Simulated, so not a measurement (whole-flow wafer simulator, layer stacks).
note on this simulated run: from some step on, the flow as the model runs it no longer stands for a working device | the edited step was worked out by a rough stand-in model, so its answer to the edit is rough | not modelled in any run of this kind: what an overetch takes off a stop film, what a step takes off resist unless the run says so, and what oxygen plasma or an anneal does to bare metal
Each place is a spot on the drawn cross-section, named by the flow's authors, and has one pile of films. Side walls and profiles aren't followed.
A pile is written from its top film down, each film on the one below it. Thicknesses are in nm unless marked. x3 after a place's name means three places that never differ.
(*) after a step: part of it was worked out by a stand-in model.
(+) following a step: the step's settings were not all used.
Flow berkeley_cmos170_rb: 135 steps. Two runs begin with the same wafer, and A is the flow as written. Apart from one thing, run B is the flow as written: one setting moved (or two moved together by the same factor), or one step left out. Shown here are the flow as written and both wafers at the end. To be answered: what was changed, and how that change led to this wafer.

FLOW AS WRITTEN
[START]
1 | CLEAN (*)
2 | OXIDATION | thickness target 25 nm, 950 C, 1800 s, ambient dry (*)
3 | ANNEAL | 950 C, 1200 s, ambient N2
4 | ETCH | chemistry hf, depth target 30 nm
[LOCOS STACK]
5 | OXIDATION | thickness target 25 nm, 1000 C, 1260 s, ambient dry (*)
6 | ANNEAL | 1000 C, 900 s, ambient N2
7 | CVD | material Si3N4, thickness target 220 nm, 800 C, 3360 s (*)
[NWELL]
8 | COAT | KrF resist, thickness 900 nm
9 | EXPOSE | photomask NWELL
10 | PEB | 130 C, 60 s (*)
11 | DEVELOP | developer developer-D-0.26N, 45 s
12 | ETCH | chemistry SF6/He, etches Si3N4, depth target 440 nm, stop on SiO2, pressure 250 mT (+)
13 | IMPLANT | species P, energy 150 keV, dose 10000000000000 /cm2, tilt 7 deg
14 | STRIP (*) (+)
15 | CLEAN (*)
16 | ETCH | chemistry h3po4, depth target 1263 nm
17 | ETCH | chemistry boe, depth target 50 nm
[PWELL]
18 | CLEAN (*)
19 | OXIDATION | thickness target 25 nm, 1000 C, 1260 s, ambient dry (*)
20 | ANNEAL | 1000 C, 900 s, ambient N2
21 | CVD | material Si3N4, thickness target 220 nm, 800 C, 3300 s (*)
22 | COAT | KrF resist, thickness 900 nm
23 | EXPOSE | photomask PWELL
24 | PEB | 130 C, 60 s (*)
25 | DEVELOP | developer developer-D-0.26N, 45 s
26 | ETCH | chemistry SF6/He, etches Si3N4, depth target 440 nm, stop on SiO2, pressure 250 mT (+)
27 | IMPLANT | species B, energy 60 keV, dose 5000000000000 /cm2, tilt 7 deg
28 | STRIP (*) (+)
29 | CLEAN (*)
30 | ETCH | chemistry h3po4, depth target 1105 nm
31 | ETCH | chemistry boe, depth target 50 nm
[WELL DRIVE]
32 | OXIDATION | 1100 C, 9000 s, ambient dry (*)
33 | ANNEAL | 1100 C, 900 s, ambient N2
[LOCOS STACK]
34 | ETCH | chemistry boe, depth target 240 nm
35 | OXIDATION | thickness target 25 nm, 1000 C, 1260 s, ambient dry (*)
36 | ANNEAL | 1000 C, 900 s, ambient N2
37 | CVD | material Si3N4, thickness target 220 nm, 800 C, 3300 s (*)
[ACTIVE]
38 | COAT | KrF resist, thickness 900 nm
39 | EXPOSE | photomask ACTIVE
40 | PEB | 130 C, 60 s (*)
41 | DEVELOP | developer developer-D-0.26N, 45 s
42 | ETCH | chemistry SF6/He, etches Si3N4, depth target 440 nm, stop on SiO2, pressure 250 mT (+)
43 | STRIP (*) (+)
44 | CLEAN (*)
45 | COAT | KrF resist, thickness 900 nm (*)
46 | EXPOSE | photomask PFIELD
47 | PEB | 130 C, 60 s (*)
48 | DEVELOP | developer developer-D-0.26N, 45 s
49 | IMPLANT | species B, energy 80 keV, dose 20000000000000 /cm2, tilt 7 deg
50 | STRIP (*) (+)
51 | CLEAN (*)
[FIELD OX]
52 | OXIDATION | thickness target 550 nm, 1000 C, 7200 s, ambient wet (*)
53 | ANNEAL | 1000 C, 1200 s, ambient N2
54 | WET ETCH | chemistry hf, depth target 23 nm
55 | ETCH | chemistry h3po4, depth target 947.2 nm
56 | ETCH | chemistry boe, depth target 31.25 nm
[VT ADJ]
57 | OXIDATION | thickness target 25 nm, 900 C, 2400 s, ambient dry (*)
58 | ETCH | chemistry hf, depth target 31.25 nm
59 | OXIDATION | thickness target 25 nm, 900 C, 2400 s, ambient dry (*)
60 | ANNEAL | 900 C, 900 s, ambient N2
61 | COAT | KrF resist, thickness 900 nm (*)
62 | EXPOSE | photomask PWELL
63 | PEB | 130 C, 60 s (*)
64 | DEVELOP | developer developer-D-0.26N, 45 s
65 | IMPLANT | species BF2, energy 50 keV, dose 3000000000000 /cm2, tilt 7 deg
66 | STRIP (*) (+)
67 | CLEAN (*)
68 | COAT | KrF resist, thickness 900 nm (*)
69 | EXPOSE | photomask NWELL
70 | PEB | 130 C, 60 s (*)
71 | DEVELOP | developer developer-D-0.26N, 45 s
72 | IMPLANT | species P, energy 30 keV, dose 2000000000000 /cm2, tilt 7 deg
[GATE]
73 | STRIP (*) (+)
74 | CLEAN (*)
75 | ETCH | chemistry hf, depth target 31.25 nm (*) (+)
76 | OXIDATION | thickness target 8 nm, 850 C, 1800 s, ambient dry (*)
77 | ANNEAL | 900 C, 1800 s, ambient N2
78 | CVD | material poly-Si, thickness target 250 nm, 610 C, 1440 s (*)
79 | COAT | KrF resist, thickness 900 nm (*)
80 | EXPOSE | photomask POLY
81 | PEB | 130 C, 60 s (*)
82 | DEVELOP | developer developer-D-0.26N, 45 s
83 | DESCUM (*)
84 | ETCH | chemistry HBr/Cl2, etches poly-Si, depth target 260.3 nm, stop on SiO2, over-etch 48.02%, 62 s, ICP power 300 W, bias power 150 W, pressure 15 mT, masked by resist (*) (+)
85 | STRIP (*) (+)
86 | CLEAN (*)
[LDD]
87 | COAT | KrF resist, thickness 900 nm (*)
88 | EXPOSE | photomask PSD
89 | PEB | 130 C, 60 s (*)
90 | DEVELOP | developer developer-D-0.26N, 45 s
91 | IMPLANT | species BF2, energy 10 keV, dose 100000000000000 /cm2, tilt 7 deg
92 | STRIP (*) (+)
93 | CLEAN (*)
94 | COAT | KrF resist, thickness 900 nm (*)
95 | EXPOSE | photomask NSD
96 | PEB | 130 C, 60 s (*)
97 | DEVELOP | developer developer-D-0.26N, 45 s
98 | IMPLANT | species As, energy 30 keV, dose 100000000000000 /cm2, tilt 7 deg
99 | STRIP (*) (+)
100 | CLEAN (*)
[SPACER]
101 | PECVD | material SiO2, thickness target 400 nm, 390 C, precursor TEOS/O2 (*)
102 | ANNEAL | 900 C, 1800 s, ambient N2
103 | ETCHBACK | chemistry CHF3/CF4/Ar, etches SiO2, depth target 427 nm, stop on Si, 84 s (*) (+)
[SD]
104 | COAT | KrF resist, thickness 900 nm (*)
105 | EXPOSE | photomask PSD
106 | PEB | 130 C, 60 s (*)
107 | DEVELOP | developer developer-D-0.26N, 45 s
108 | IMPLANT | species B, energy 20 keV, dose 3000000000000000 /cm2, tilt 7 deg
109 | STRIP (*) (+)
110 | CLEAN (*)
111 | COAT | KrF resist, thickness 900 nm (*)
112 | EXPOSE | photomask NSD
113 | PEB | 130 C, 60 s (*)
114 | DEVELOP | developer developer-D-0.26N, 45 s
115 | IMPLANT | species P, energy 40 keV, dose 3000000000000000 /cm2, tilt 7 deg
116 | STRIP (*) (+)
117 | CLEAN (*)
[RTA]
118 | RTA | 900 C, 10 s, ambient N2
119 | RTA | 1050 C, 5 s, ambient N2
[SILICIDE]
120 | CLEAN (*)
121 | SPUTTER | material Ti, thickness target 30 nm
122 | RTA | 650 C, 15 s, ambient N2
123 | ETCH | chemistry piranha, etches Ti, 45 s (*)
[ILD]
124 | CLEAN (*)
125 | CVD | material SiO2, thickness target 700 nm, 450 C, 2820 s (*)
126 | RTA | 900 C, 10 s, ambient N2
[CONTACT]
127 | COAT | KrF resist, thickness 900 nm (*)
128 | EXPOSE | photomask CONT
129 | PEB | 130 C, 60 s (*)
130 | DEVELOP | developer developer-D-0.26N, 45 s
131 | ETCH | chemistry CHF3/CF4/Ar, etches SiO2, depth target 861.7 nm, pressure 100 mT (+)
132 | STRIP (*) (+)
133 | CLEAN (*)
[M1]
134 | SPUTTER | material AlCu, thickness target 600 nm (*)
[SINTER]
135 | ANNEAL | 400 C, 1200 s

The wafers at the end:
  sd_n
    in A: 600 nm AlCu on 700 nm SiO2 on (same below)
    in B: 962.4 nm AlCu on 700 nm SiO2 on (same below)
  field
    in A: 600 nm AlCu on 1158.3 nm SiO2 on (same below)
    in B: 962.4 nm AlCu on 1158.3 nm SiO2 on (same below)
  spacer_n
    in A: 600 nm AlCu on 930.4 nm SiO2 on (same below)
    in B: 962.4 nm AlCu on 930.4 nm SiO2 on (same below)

Cause: step 134, SPUTTER: thickness target 962.4 nm was run, whereas the flow has thickness target 600 nm.
The wafer itself shows it: sd_n has AlCu 962.4, and step 134 as written asks for 600 nm.

How this came from the change, step by step:
  134 | SPUTTER | material AlCu, thickness target 600 nm (*)
      field, sd_n, spacer_n, gate, spacer_p, gate_p, m1: A AlCu gains 600 (new film) | B AlCu gains 962.4 (new film)
      sd_p: A AlCu gains 545.9 (new film) | B AlCu gains 896.1 (new film)
      (also at 1 further place)
